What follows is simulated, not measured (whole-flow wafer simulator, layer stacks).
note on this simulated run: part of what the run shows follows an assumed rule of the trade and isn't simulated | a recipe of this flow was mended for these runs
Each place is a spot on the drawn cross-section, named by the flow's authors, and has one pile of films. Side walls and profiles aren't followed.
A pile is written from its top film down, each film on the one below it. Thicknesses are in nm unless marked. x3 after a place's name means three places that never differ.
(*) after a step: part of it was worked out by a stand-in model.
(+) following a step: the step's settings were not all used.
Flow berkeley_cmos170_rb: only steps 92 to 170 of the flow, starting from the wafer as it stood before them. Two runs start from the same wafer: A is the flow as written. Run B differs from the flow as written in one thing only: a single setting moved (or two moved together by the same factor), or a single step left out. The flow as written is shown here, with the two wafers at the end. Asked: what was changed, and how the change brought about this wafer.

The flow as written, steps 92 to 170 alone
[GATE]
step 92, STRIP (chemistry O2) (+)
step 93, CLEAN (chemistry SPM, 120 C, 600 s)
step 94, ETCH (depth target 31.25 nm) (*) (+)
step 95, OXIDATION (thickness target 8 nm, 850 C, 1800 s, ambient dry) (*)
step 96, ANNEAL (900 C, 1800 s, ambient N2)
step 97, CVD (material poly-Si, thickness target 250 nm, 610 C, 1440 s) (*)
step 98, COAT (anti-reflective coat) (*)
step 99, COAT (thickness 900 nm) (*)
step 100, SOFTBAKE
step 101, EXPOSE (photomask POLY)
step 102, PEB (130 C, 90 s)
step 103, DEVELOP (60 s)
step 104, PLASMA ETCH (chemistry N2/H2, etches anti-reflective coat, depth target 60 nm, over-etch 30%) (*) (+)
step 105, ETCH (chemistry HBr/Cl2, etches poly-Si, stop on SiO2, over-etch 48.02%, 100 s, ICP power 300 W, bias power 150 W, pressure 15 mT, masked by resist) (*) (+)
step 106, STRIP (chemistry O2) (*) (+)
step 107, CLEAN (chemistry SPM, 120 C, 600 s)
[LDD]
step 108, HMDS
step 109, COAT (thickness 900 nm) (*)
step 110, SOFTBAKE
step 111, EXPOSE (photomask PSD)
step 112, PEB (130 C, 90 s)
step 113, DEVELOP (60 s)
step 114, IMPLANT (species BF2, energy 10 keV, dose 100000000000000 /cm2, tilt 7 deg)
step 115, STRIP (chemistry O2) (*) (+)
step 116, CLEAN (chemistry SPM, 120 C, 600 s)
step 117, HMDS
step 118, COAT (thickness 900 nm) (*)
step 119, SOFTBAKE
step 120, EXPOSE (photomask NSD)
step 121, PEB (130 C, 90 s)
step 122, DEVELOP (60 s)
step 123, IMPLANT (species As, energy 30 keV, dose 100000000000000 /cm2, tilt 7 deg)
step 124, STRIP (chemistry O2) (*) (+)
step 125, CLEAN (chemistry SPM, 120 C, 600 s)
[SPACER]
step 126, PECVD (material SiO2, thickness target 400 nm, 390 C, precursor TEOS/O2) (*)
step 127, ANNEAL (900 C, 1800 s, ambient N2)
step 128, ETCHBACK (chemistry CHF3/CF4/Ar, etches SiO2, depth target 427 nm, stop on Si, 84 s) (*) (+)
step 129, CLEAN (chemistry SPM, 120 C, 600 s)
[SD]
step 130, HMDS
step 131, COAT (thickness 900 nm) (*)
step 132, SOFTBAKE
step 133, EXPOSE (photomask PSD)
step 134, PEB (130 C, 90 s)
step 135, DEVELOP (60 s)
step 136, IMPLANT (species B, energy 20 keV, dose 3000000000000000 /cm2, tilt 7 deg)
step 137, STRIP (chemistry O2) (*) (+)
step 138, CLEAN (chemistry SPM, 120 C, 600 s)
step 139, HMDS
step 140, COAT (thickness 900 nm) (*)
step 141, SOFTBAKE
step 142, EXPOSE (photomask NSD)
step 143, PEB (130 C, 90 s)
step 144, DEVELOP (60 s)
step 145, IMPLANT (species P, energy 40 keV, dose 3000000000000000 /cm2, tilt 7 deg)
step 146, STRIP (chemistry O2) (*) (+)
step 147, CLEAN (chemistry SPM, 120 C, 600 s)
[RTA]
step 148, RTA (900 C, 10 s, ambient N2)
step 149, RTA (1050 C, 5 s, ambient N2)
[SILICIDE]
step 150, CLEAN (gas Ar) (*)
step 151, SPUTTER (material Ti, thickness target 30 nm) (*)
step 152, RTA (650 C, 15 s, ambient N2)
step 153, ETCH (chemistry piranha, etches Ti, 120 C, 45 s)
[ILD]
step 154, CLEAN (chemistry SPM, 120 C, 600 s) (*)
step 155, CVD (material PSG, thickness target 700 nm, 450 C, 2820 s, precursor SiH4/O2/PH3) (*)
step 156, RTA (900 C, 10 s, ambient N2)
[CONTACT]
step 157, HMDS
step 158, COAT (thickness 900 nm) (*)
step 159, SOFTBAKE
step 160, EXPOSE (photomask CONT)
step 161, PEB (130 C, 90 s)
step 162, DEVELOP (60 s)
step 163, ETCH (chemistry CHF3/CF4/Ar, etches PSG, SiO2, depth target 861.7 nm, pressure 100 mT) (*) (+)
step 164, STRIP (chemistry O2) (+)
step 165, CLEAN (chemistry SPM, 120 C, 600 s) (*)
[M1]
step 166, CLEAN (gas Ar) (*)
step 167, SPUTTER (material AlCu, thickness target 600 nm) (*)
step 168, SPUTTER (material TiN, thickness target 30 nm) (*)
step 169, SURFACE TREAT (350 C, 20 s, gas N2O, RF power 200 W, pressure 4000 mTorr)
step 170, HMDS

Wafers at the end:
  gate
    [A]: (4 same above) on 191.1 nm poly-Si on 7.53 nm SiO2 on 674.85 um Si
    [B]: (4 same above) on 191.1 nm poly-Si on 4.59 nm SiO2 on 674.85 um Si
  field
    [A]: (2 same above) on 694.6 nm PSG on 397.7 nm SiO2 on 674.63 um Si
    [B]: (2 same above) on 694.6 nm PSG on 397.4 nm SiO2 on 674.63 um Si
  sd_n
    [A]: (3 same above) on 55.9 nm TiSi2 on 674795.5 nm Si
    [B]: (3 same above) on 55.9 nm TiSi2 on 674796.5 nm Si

What caused this: step 95, OXIDATION: thickness target 3.2 nm was run, while the flow as written has thickness target 8 nm; step 95, OXIDATION: 720 s was run, where the flow has 1800 s.

The path from the change to this, step by step:
  step 95, OXIDATION (thickness target 8 nm, 850 C, 1800 s, ambient dry) (*)
      sd_n, spacer_n, gate, sd_p, spacer_p, gate_p, contact, m1: A SiO2 gains 7.53 (new film), Si loses 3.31 | B SiO2 gains 4.59 (new film), Si loses 2.02
